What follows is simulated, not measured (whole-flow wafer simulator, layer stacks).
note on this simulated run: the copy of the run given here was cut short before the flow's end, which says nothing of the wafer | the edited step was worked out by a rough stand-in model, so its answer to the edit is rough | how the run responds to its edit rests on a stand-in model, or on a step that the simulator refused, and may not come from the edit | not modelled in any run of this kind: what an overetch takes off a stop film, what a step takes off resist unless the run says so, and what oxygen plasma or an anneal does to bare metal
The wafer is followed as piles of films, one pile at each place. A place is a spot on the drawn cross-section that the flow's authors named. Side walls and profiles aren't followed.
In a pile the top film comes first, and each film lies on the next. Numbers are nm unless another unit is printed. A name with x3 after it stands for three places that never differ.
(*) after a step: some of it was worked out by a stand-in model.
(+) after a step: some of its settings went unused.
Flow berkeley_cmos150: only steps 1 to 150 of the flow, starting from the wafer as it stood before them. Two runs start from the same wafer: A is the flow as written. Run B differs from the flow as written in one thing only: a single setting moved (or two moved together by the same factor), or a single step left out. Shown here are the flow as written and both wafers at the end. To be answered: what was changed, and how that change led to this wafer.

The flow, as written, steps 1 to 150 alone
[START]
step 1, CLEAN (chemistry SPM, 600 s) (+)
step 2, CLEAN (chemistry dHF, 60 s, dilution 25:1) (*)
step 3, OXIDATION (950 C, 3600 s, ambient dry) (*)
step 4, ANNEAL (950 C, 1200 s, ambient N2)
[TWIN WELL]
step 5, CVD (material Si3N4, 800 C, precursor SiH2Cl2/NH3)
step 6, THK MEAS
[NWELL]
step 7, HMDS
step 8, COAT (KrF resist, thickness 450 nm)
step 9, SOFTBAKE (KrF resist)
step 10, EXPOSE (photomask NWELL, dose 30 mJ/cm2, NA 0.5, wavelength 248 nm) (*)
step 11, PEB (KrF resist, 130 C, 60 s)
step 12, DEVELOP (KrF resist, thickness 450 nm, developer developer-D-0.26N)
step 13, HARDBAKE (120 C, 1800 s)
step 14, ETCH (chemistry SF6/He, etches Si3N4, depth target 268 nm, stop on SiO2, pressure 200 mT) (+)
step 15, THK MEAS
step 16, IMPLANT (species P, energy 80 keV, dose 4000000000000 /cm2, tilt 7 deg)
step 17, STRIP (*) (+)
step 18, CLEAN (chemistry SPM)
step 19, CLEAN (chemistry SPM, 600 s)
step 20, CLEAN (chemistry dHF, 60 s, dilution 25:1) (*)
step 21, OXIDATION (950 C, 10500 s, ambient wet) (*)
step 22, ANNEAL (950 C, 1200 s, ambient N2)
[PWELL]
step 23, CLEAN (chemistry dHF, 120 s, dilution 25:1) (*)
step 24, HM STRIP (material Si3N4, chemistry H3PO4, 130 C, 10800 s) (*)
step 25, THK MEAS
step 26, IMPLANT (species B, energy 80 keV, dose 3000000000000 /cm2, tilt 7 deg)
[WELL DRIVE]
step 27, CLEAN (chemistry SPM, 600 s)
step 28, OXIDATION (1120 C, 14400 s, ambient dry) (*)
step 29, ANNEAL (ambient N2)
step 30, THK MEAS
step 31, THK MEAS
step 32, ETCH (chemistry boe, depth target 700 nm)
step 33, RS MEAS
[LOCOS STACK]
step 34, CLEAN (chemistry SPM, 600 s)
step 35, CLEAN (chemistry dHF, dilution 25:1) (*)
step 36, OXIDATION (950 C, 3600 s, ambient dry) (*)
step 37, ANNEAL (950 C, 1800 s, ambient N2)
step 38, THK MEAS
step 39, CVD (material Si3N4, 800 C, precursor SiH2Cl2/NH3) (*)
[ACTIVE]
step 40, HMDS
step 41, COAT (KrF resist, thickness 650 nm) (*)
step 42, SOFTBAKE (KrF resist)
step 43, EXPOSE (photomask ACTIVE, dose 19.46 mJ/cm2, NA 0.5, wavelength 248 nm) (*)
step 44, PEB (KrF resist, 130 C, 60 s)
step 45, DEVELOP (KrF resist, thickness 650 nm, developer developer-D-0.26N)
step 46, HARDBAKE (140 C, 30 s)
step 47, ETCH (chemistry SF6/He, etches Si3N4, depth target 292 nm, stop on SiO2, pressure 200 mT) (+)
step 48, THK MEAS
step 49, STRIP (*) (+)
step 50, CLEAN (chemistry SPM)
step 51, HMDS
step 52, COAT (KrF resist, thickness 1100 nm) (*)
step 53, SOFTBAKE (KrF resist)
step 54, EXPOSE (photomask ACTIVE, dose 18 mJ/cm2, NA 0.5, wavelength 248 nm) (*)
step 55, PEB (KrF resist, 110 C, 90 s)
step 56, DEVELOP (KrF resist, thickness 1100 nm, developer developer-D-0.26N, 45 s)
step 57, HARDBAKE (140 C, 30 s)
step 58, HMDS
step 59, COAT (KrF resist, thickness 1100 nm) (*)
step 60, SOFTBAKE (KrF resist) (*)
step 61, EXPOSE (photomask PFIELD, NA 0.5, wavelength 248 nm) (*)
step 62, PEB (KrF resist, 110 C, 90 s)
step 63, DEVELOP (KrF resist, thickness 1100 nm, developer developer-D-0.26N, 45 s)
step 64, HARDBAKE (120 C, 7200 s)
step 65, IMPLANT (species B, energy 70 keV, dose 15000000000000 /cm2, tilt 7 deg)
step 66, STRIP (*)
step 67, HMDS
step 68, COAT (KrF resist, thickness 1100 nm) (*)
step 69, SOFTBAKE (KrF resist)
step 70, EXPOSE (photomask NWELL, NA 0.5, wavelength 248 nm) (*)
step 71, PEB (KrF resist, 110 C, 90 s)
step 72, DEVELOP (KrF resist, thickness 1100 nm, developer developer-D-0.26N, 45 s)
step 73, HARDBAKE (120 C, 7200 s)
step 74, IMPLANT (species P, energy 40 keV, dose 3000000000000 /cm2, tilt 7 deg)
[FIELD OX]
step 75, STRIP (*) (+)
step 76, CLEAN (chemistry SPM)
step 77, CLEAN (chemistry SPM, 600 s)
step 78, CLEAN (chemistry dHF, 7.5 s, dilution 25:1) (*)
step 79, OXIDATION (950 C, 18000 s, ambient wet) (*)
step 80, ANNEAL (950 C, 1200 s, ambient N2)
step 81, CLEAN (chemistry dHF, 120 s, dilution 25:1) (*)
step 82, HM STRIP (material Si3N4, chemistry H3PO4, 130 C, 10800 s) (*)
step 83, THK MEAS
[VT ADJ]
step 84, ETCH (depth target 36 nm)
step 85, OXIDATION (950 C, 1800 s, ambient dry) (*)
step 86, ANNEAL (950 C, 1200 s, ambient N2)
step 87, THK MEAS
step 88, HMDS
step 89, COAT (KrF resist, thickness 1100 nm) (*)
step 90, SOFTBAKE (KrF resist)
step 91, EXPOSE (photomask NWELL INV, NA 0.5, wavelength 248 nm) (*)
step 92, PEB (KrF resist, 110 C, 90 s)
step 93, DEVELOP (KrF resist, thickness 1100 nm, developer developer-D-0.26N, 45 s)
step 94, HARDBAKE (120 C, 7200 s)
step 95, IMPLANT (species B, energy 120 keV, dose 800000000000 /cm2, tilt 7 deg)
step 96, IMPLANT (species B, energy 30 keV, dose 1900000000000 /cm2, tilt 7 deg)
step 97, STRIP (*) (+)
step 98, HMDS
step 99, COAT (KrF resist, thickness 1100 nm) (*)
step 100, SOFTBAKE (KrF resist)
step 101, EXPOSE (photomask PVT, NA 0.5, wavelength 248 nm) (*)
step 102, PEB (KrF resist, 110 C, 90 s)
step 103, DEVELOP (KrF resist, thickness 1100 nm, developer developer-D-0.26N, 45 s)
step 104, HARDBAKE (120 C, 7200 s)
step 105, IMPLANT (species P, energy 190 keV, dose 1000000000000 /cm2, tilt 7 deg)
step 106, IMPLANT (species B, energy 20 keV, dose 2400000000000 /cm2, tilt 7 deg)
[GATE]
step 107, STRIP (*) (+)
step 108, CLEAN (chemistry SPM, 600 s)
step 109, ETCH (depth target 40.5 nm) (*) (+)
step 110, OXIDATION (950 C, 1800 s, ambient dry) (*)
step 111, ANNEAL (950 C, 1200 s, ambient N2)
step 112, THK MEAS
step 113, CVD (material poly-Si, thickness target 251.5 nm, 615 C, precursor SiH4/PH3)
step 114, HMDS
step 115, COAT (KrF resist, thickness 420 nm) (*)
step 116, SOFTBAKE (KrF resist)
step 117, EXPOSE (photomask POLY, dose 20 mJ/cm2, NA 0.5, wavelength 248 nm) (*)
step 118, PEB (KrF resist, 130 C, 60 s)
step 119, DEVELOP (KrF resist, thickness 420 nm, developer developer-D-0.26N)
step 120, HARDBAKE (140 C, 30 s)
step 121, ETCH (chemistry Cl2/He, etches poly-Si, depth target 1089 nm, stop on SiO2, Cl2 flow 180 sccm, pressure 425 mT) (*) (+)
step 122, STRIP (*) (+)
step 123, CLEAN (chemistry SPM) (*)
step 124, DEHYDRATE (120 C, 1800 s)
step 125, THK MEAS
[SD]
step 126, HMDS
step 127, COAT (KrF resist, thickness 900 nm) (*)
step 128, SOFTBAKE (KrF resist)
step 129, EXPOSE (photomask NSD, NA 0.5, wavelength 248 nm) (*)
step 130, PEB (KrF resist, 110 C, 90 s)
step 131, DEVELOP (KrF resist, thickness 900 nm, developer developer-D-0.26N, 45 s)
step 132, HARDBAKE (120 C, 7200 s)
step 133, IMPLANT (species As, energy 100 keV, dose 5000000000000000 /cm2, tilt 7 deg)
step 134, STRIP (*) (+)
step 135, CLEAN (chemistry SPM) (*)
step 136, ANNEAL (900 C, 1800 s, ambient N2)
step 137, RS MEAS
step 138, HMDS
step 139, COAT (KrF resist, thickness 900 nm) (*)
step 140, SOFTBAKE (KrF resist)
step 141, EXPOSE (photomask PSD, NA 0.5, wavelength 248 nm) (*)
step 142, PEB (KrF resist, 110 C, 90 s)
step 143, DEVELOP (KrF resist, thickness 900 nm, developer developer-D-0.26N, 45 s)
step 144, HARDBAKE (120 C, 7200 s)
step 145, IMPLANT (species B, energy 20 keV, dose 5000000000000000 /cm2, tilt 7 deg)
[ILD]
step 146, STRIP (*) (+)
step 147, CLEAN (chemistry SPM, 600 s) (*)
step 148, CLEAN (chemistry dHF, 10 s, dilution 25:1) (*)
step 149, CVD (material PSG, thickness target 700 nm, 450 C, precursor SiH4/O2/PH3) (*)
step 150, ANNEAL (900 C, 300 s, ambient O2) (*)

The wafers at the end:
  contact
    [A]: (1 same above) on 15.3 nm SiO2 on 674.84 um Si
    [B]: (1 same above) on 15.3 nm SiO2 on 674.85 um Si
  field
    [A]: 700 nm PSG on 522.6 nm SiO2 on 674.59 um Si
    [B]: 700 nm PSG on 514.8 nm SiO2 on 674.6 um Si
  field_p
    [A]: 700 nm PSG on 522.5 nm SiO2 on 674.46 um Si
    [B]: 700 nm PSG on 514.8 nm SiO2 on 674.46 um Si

The reason: step 36, OXIDATION: 760 C was run, whereas the flow has 950 C.

The path from the change to this, step by step:
  step 36, OXIDATION (950 C, 3600 s, ambient dry) (*)
      field, field_p, sd_n, gate_n, sd_p, gate_p, contact, m1: A SiO2 gains 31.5 (new film), Si loses 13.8 | B SiO2 gains 4.32 (new film), Si loses 1.9
  step 41, COAT (KrF resist, thickness 650 nm) (*)
      field: A KrF resist gains 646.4 (new film) | B KrF resist gains 617.5 (new film)
  step 45, DEVELOP (KrF resist, thickness 650 nm, developer developer-D-0.26N)
      field: A KrF resist loses 645.4 (all of it) | B KrF resist loses 616.6 (all of it)
  step 78, CLEAN (chemistry dHF, 7.5 s, dilution 25:1) (*)
      field: A SiO2 loses 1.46 | B SiO2 loses 1.24 (all of it)
      field_p: A SiO2 loses 1.49 | B SiO2 loses 1.24 (all of it)
  step 79, OXIDATION (950 C, 18000 s, ambient wet) (*)
      field: A SiO2 gains 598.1, Si loses 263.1 | B SiO2 gains 617.2 (new film), Si loses 271.6
      field_p: A SiO2 gains 598.1, Si loses 263.2 | B SiO2 gains 617.2 (new film), Si loses 271.6
      (as well as at 1 more place)
  step 84, ETCH (depth target 36 nm)
      sd_n: A SiO2 loses 36 | B SiO2 loses 3.65 (all of it)
      gate_n, sd_p, gate_p, contact, m1: A SiO2 loses 29.6 (all of it) | B SiO2 loses 2.44 (all of it)
  step 85, OXIDATION (950 C, 1800 s, ambient dry) (*)
      sd_n: A SiO2 gains 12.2, Si loses 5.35 | B SiO2 gains 20.4 (new film), Si loses 8.98
  step 109, ETCH (depth target 40.5 nm) (*) (+)
      sd_n: A SiO2 loses 40.4 (all of it) | B SiO2 loses 20.4 (all of it)
  step 115, COAT (KrF resist, thickness 420 nm) (*)
      sd_n: A KrF resist gains 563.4 (new film) | B KrF resist gains 536 (new film)
  step 119, DEVELOP (KrF resist, thickness 420 nm, developer developer-D-0.26N)
      sd_n: A KrF resist loses 562.5 (all of it) | B KrF resist loses 535.2 (all of it)
  step 122, STRIP (*) (+)
      gate_p: A chemical SiO2 gains 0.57 (new film), KrF resist loses 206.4 (all of it), poly-Si loses 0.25 | B chemical SiO2 gains 0.57 (new film), KrF resist loses 201.7 (all of it), poly-Si loses 0.25
  step 127, COAT (KrF resist, thickness 900 nm) (*)
      sd_n: A KrF resist gains 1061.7 (new film) | B KrF resist gains 1033.1 (new film)
  step 131, DEVELOP (KrF resist, thickness 900 nm, developer developer-D-0.26N, 45 s)
      sd_n: A KrF resist loses 1054.3 (all of it) | B KrF resist loses 1025.9 (all of it)
  step 139, COAT (KrF resist, thickness 900 nm) (*)
      sd_n: A KrF resist gains 1061.7 (new film) | B KrF resist gains 1033.1 (new film)
  step 146, STRIP (*) (+)
      sd_n: A KrF resist loses 1024.1 (all of it) | B KrF resist loses 996.2 (all of it)
